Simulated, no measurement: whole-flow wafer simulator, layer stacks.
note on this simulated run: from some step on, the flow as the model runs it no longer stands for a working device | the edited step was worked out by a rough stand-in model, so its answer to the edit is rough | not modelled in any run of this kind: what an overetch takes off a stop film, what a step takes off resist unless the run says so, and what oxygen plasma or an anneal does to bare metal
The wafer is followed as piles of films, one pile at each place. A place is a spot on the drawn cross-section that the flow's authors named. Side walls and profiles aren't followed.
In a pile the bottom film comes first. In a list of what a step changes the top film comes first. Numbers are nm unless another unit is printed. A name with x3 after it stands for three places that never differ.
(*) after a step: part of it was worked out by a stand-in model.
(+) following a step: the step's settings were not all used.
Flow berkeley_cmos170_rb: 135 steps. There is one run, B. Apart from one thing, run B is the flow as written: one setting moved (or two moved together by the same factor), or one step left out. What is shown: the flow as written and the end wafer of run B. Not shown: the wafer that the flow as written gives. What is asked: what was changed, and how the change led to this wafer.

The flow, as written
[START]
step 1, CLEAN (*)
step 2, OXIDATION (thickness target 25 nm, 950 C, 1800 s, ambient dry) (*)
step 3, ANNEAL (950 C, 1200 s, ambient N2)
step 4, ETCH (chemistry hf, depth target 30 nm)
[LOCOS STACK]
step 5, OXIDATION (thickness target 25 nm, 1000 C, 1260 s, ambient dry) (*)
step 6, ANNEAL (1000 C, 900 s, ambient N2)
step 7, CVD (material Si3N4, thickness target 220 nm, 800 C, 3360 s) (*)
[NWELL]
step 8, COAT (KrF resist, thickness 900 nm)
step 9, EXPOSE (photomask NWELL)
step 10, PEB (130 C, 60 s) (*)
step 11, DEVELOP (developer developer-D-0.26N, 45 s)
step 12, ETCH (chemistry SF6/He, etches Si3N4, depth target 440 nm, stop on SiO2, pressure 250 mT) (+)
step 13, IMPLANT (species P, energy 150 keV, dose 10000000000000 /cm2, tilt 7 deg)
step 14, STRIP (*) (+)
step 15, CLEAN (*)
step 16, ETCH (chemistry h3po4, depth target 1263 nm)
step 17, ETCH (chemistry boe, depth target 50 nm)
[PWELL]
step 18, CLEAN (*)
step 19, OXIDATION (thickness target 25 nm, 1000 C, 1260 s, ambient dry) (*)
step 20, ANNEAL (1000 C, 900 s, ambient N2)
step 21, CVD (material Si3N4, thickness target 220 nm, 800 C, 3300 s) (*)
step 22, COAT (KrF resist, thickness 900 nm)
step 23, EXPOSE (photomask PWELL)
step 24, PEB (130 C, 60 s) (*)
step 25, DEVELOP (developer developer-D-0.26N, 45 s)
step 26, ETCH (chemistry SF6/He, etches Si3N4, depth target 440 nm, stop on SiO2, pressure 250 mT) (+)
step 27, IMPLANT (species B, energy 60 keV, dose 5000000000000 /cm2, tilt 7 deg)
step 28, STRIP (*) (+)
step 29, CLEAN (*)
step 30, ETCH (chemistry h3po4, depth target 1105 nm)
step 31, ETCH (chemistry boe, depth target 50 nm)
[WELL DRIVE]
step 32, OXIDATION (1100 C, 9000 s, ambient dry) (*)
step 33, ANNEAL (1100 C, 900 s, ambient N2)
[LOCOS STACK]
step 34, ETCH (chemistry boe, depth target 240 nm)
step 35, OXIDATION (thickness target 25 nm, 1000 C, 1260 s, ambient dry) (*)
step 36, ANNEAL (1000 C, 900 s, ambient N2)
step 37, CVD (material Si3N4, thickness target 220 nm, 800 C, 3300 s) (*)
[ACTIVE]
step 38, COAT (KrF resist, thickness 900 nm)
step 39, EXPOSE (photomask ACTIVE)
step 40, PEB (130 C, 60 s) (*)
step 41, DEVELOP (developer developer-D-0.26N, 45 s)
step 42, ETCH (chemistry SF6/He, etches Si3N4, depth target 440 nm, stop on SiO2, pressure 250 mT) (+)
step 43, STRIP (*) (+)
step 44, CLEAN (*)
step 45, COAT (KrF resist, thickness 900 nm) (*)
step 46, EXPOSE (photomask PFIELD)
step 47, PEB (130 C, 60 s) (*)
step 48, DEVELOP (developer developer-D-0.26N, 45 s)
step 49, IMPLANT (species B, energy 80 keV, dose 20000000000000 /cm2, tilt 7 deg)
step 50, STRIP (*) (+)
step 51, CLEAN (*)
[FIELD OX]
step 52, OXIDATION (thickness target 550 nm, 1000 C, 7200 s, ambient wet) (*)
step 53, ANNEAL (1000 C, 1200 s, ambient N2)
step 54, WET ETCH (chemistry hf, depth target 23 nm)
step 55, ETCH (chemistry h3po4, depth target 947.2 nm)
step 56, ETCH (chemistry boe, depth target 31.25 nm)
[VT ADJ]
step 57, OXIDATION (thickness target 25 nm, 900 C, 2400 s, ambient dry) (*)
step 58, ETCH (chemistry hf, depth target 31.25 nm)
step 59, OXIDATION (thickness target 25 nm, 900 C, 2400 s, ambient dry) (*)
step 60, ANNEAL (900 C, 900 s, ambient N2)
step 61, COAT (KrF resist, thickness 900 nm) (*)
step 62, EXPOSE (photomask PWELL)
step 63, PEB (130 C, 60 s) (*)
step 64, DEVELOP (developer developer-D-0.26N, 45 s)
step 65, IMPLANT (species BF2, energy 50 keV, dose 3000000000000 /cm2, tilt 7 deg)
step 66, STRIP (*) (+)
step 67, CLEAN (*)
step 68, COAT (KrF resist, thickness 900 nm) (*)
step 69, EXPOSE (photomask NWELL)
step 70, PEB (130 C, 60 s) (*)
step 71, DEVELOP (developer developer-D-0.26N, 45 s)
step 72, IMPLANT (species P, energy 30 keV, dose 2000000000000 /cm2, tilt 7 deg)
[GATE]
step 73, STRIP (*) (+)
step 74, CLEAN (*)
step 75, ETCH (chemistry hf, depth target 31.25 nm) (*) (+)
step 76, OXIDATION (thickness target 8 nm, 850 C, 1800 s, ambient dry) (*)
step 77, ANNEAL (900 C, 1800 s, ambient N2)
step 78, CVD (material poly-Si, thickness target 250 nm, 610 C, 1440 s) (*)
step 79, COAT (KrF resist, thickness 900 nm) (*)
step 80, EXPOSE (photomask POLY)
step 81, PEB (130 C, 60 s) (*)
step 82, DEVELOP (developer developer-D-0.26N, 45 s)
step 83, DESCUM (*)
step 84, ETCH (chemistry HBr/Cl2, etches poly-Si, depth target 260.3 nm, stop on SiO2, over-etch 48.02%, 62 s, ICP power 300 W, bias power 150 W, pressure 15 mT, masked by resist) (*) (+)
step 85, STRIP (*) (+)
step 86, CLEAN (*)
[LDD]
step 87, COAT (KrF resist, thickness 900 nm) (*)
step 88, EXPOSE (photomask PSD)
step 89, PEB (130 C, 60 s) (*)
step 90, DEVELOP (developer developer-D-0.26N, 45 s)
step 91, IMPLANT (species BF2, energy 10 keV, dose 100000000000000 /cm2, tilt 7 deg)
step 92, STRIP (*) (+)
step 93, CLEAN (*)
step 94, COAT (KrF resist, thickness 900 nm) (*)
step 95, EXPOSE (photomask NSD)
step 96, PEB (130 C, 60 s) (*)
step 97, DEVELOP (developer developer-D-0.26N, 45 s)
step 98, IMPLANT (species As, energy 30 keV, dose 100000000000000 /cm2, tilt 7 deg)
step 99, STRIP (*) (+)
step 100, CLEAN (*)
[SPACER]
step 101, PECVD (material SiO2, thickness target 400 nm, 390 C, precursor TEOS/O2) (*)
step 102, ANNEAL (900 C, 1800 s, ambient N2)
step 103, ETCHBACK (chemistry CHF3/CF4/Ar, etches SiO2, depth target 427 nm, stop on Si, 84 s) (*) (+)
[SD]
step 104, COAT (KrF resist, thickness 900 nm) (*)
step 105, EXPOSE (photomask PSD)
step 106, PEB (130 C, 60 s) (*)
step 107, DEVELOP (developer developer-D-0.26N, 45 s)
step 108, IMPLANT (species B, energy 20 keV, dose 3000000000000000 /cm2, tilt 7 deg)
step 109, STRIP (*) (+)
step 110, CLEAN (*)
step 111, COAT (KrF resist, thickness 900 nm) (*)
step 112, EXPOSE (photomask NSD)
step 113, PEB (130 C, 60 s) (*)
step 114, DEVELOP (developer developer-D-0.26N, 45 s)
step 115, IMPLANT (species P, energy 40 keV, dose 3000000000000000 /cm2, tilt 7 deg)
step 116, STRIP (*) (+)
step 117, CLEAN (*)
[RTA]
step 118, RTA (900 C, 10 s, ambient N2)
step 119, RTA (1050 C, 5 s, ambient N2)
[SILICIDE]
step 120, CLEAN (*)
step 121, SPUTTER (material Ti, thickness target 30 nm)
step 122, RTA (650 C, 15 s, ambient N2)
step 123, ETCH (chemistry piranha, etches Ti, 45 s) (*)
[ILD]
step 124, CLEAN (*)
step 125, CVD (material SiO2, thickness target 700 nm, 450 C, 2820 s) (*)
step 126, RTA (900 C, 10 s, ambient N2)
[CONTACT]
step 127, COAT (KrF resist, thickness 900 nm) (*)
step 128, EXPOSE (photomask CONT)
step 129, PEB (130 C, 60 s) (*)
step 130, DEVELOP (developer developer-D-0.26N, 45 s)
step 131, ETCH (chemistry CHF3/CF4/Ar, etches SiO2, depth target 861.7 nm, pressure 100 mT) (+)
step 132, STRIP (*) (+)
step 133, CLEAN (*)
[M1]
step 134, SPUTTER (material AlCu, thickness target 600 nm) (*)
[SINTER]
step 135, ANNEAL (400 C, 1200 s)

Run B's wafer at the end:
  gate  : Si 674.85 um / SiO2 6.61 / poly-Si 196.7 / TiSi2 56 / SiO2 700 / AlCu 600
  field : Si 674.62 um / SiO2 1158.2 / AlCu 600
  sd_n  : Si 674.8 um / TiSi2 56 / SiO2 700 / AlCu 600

Cause: step 76, OXIDATION: 1440 s was run, though the flow has 1800 s.

Step by step, how the change led to this:
  step 76, OXIDATION (thickness target 8 nm, 850 C, 1800 s, ambient dry) (*)
      sd_n, spacer_n, gate, sd_p, spacer_p, gate_p, contact, m1: +6.61 SiO2 (new film), -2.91 Si (in the flow as written it would be: +7.53 SiO2 (new film), -3.31 Si)
